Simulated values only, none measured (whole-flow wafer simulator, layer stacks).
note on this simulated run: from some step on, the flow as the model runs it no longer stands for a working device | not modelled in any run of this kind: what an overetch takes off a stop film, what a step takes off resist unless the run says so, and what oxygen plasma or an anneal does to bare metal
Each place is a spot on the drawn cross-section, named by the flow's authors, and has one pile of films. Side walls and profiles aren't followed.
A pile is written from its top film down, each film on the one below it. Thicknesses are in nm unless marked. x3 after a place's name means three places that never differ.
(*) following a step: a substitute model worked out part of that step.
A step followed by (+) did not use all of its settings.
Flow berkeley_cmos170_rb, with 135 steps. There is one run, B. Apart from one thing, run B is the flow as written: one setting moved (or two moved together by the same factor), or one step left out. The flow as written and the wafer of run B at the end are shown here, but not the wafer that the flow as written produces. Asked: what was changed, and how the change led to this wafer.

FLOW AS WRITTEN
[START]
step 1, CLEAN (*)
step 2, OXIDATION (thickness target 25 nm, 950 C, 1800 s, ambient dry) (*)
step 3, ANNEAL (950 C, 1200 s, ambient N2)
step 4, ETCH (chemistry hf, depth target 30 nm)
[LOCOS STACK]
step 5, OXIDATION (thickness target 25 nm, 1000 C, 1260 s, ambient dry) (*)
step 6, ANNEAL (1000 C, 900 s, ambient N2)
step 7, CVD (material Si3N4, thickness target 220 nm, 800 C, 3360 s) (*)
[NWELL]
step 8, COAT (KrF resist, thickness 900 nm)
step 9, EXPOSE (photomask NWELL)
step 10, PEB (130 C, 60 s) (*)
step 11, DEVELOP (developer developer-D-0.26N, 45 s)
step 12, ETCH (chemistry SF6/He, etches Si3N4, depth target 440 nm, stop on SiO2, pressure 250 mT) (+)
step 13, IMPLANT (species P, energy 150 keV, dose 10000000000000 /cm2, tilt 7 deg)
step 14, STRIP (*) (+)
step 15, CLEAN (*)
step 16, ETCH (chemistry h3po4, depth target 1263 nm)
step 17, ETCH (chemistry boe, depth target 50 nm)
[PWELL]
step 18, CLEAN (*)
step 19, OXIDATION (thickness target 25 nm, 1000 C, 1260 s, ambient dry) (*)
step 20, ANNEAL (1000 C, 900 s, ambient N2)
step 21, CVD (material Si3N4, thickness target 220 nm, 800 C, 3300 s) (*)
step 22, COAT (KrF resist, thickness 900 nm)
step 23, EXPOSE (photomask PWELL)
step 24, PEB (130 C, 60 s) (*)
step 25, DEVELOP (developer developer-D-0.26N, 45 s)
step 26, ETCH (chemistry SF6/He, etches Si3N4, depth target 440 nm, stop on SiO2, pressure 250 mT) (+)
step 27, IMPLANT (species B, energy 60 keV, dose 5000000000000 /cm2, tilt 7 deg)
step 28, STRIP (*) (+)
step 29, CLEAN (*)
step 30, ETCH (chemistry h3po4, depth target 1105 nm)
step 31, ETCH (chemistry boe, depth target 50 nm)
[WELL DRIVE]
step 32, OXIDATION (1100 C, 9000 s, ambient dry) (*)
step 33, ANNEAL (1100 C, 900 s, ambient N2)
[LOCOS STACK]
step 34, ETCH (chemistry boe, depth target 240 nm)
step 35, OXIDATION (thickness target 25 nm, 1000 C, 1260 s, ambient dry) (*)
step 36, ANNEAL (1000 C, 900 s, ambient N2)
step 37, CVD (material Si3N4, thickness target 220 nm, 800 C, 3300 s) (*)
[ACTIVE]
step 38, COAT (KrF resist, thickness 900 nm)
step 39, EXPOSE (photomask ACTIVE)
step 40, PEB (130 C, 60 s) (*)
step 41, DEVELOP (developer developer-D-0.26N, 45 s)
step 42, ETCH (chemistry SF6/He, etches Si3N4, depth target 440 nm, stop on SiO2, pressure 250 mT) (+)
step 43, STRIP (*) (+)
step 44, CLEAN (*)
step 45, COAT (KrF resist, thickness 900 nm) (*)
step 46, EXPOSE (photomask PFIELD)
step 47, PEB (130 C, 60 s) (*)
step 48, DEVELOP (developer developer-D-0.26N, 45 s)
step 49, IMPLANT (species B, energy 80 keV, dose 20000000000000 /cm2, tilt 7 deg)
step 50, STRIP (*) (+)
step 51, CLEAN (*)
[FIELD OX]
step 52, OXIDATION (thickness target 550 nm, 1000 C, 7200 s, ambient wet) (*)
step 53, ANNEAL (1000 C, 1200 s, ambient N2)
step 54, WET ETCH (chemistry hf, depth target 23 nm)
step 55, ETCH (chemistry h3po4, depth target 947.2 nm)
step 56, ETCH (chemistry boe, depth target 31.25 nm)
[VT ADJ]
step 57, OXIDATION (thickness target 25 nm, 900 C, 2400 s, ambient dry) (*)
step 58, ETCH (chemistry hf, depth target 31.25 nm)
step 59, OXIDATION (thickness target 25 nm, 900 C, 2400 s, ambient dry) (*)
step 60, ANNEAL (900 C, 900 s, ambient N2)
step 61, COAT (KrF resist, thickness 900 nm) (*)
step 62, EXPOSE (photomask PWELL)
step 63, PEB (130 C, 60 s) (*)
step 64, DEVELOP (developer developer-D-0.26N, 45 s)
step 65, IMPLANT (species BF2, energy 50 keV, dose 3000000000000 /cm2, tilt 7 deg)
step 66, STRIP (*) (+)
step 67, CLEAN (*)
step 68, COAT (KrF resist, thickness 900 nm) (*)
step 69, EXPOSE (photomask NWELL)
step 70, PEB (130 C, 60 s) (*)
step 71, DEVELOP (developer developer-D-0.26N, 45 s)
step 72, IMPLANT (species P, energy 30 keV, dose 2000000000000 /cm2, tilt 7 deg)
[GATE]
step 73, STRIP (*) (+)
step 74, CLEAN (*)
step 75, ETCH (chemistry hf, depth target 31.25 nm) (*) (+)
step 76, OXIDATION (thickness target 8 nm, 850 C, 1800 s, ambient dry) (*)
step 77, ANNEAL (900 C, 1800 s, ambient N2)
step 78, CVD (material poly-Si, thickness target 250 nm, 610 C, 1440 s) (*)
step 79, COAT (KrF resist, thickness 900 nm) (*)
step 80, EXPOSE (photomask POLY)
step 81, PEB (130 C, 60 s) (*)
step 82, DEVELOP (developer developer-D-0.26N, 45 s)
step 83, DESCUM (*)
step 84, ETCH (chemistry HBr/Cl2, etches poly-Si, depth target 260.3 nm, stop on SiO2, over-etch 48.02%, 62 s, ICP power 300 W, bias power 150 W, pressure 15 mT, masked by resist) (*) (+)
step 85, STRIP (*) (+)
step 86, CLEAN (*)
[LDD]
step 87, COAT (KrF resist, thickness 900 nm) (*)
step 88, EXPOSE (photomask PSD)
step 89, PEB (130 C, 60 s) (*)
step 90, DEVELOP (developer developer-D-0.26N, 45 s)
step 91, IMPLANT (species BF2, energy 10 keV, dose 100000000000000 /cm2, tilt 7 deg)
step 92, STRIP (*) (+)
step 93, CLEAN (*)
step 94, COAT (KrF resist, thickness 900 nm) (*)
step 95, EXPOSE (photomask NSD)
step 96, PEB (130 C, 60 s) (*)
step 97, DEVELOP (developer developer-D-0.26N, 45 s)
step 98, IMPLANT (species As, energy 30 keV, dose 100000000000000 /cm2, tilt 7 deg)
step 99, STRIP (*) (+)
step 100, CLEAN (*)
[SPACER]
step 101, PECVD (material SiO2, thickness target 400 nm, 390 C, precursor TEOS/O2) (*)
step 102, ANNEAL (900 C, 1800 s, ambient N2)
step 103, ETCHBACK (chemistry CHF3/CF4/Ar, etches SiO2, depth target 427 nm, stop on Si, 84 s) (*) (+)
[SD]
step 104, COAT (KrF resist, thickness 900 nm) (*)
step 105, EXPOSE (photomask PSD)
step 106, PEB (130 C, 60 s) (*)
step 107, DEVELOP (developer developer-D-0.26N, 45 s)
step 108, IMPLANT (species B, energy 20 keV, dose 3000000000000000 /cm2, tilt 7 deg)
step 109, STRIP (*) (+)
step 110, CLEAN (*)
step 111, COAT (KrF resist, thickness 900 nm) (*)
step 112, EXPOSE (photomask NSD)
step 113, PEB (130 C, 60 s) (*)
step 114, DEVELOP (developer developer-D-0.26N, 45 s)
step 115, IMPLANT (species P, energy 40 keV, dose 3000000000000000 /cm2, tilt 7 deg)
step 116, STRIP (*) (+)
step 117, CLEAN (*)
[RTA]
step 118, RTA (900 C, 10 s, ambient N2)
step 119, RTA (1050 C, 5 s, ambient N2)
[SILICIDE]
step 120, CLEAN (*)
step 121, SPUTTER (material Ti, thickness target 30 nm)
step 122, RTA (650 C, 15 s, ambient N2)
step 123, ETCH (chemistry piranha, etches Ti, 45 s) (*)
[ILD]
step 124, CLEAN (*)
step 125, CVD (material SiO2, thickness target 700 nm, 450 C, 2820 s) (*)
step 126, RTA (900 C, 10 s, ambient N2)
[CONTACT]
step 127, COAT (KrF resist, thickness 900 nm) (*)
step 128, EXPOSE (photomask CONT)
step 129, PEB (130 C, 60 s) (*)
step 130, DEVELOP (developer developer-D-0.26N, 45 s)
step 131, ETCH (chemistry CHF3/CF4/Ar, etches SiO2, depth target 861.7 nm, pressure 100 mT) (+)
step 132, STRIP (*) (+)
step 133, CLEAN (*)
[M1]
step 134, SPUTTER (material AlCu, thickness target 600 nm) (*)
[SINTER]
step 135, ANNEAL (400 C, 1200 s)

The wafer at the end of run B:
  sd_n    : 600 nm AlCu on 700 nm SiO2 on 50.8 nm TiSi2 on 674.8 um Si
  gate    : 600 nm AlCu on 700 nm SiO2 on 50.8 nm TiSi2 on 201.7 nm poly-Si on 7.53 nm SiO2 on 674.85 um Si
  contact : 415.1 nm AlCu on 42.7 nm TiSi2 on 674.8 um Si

What caused this: step 122, RTA: 6 s was run, though the flow has 15 s.

Step by step, how the change led to this:
  step 122, RTA (650 C, 15 s, ambient N2)
      sd_n, contact, m1: Ti loses 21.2, TiSi first gains 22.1 (new film), TiSi2 C49 gains 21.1 (new film), Si loses 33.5 (as written it would have been: Ti loses 23.4, TiSi first gains 6.2 (new film), TiSi2 C49 gains 50.3 (new film), Si loses 49)
      gate, gate_p: Ti loses 21.2, TiSi first gains 22.1 (new film), TiSi2 C49 gains 21.1 (new film), poly-Si loses 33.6 (as written it would have been: Ti loses 23.4, TiSi first gains 6.2 (new film), TiSi2 C49 gains 50.3 (new film), poly-Si loses 49.2)
      (and at 1 other place as well)
  step 123, ETCH (chemistry piranha, etches Ti, 45 s) (*)
      sd_n, gate, gate_p, contact, m1: Ti loses 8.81 (all of it) (as written it would have been: Ti loses 6.6 (all of it))
  step 126, RTA (900 C, 10 s, ambient N2)
      sd_n, contact, m1: under 1 film: TiSi2 gains 50.8 (new film), TiSi first loses 22.1 (all of it), TiSi2 C49 loses 21.1 (all of it), Si loses 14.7 (as written it would have been: under 1 film: TiSi2 gains 56 (new film), TiSi first loses 6.2 (all of it), TiSi2 C49 loses 50.3 (all of it), Si loses 4.12)
      gate, gate_p: under 1 film: TiSi2 gains 50.8 (new film), TiSi first loses 22.1 (all of it), TiSi2 C49 loses 21.1 (all of it), poly-Si loses 14.7 (as written it would have been: under 1 film: TiSi2 gains 56 (new film), TiSi first loses 6.2 (all of it), TiSi2 C49 loses 50.3 (all of it), poly-Si loses 4.13)
      (and at 1 other place as well)
